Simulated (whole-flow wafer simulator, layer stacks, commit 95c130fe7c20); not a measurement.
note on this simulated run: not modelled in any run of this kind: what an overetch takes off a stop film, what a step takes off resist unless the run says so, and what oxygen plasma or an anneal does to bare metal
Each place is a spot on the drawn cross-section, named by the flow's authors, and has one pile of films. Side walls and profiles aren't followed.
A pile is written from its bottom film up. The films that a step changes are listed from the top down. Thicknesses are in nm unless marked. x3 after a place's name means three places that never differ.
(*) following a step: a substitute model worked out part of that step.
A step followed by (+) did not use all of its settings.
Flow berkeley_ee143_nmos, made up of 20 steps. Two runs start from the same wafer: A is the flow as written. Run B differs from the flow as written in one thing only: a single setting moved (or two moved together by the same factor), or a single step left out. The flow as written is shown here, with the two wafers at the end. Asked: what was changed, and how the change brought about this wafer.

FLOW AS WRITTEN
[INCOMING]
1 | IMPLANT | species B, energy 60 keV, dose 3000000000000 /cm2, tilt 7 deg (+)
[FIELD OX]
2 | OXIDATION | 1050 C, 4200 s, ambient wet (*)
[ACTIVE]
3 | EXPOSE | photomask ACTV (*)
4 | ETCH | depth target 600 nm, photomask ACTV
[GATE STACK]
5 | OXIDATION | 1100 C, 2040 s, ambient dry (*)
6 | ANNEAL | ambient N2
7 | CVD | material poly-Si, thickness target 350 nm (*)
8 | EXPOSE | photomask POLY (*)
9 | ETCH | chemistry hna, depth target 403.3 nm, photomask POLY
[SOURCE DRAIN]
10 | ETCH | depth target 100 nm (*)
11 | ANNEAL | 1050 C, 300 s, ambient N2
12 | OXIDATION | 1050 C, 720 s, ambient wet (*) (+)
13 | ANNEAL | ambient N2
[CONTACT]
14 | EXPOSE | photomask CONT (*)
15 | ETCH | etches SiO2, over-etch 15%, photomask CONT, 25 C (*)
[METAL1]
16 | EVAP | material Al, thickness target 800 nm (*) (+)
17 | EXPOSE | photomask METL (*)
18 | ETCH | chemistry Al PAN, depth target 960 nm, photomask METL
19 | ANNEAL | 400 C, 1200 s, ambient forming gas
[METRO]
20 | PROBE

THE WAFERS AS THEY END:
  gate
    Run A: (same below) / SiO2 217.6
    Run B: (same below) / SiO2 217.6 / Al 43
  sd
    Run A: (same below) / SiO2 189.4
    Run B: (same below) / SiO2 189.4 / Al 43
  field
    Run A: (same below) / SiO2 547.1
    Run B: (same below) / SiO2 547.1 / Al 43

Cause: step 18, ETCH: depth target 757 nm was run, whereas the flow has depth target 960 nm.

The path from the change to this, step by step:
  18 | ETCH | chemistry Al PAN, depth target 960 nm, photomask METL
      gate, sd, field: A Al loses 800 (all of it) | B Al loses 757
Taking metal films that touch as one body, gate has 1 body; the flow as written gives 0 bodies.
Taking metal films that touch as one body, sd has 1 body; the flow as written gives 0 bodies.
Taking metal films that touch as one body, field has 1 body; the flow as written gives 0 bodies.
